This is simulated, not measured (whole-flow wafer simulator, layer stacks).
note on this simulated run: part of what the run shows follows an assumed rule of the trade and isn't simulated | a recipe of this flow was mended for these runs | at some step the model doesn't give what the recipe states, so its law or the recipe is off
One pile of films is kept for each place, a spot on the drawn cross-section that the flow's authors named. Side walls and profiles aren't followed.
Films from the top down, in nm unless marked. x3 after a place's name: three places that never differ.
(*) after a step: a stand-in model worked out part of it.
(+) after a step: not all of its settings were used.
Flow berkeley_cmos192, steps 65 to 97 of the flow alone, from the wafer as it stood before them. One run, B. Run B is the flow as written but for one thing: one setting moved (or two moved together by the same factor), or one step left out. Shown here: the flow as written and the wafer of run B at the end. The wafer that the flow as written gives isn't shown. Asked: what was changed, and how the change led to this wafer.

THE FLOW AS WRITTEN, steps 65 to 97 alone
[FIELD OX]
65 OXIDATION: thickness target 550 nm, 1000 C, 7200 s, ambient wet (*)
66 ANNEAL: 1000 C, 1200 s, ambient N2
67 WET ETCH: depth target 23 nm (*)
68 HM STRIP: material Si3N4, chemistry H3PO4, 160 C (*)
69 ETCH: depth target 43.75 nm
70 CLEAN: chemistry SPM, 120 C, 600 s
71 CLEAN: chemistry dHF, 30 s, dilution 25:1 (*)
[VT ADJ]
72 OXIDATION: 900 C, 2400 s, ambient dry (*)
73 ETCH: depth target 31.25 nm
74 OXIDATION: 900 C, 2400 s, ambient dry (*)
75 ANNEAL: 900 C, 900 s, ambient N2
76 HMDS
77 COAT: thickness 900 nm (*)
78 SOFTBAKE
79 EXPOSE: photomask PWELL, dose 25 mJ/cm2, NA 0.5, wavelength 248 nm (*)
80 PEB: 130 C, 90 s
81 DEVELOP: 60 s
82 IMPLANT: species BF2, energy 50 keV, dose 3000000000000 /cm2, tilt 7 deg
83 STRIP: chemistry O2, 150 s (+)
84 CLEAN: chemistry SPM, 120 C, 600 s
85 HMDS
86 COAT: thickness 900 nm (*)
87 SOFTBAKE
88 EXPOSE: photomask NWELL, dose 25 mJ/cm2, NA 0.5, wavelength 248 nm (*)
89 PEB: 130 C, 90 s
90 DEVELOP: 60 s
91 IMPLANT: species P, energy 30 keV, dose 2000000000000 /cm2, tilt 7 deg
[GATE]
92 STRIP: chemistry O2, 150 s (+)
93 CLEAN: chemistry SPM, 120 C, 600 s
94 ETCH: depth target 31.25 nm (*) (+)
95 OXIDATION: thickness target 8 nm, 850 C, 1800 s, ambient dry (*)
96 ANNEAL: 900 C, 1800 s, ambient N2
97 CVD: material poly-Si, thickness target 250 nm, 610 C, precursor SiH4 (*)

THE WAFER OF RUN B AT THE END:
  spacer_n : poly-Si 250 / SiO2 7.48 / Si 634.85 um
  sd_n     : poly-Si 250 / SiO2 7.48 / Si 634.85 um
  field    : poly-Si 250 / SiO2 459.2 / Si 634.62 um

The cause: step 69, ETCH: depth target 43.75 nm, was left out.

How the change led to this, step by step:
  70 CLEAN: chemistry SPM, 120 C, 600 s
      sd_n, spacer_n, gate, sd_p, spacer_p, gate_p, contact, m1: nothing (as written it would be: chemical SiO2 +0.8 (new film), Si -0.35)
  71 CLEAN: chemistry dHF, 30 s, dilution 25:1 (*)
      sd_n, spacer_n, gate, sd_p, spacer_p, gate_p, contact, m1: SiO2 -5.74 (as written it would be: chemical SiO2 -0.8 (all of it))
  72 OXIDATION: 900 C, 2400 s, ambient dry (*)
      spacer_n, spacer_p, gate_p, contact, m1: SiO2 +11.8, Si -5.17 (as written it would be: SiO2 +14.9 (new film), Si -6.57)
      sd_n, gate, sd_p: SiO2 +11.7, Si -5.17 (as written it would be: SiO2 +14.9 (new film), Si -6.57)
  73 ETCH: depth target 31.25 nm
      spacer_n, spacer_p, gate_p, contact, m1: SiO2 -22.7 (all of it) (as written it would be: SiO2 -14.9 (all of it))
      sd_n, gate, sd_p: SiO2 -22.8 (all of it) (as written it would be: SiO2 -14.9 (all of it))
  77 COAT: thickness 900 nm (*)
      sd_n: KrF-resist +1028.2 (new film) (as written it would be: KrF-resist +1006.3 (new film))
      m1: KrF-resist +1027.7 (new film) (as written it would be: KrF-resist +1006.1 (new film))
  81 DEVELOP: 60 s
      sd_n: KrF-resist -1025.8 (all of it) (as written it would be: KrF-resist -1004.1 (all of it))
      m1: KrF-resist -1025.4 (all of it) (as written it would be: KrF-resist -1003.9 (all of it))
  86 COAT: thickness 900 nm (*)
      sd_n: KrF-resist +1028.2 (new film) (as written it would be: KrF-resist +1006.3 (new film))
      m1: KrF-resist +1027.7 (new film) (as written it would be: KrF-resist +1006.1 (new film))
  92 STRIP: chemistry O2, 150 s (+)
      sd_n: KrF-resist -1010.9 (all of it) (as written it would be: KrF-resist -989.1 (all of it))
      m1: KrF-resist -1010.4 (all of it) (as written it would be: KrF-resist -988.9 (all of it))
